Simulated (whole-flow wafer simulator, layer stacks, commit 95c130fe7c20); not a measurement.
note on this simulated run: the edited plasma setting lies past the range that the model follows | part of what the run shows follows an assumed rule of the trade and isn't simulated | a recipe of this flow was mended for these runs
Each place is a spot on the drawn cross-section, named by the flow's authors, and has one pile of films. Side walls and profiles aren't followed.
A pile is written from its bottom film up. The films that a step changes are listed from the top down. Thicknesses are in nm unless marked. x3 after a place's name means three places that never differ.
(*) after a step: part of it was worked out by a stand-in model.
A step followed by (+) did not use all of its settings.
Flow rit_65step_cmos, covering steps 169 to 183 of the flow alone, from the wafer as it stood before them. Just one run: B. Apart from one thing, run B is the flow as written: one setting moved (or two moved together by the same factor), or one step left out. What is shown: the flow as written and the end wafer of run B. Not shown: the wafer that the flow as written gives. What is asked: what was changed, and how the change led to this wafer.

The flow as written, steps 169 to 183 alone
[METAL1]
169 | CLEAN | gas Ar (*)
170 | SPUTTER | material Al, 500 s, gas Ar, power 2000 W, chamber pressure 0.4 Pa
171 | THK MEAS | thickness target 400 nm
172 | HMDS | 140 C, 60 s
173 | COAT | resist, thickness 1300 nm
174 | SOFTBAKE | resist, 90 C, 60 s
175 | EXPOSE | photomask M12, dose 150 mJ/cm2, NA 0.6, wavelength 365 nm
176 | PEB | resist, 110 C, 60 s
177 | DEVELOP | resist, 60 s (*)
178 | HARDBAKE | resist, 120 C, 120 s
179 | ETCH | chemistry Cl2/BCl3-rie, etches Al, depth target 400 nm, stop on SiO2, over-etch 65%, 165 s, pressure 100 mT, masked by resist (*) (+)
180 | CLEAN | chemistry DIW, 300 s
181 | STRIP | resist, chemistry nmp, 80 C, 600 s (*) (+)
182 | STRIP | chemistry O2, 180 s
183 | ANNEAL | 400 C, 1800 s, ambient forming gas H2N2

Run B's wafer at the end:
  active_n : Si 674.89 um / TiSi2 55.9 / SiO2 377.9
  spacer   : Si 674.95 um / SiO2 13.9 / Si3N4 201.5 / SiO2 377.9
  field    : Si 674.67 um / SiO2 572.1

The reason: step 170, SPUTTER: power 2705 W was run, whereas the flow has power 2000 W; step 170, SPUTTER: chamber pressure 0.541 Pa was run, where the flow has chamber pressure 0.4 Pa.

How this came from the change, step by step:
  170 | SPUTTER | material Al, 500 s, gas Ar, power 2000 W, chamber pressure 0.4 Pa
      field, field_pw, field_nw and 10 more: +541 Al (new film) (it would be, as written: +400 Al (new film))
      contact: +336.3 Al (new film) (it would be, as written: +255.4 Al (new film))
  173 | COAT | resist, thickness 1300 nm
      contact: +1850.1 resist (new film) (it would be, as written: +1785.1 resist (new film))
  176 | PEB | resist, 110 C, 60 s
      contact: -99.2 resist (it would be, as written: -95.5 resist)
  178 | HARDBAKE | resist, 120 C, 120 s
      contact: -64.7 resist (it would be, as written: -62.1 resist)
  179 | ETCH | chemistry Cl2/BCl3-rie, etches Al, depth target 400 nm, stop on SiO2, over-etch 65%, 165 s, pressure 100 mT, masked by resist (*) (+)
      field, field_pw, field_nw and 9 more: -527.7 Al (all of it), -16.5 SiO2 (it would be, as written: -386.7 Al (all of it), -34.2 SiO2)
  181 | STRIP | resist, chemistry nmp, 80 C, 600 s (*) (+)
      contact: -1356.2 resist (all of it) (it would be, as written: -1297.5 resist (all of it))
